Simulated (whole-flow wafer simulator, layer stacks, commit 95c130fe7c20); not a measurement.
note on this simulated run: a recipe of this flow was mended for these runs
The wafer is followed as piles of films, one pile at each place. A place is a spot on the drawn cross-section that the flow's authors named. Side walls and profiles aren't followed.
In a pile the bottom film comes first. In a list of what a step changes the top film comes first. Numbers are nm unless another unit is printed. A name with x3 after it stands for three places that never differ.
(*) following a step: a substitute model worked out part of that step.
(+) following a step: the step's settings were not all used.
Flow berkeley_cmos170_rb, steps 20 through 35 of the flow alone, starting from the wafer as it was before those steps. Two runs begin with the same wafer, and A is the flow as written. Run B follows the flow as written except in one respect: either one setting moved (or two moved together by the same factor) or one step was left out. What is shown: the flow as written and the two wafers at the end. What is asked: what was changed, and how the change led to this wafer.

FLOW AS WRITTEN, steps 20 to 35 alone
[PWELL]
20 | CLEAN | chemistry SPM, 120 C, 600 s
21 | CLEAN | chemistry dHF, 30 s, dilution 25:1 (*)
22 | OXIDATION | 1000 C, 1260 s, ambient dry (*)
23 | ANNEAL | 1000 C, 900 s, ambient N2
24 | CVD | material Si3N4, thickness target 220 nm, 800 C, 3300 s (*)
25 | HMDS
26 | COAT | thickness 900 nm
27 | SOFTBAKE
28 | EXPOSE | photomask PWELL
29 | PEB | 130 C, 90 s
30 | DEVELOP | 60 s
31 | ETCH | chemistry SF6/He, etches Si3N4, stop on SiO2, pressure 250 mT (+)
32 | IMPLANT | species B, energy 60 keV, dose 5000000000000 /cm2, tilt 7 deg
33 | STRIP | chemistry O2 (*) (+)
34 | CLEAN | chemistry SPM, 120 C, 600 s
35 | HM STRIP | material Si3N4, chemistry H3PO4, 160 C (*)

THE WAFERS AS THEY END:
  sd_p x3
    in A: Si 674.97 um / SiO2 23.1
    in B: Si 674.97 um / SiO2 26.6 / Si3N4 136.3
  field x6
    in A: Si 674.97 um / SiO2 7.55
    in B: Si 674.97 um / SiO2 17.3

What caused this: step 35, HM STRIP: 128 C was run, though the flow has 160 C.

The path from the change to this, step by step:
  35 | HM STRIP | material Si3N4, chemistry H3PO4, 160 C (*)
      sd_p x3: A Si3N4 loses 220 (all of it), SiO2 loses 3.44 | B Si3N4 loses 83.7
      field x6: A SiO2 loses 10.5 | B SiO2 loses 0.81
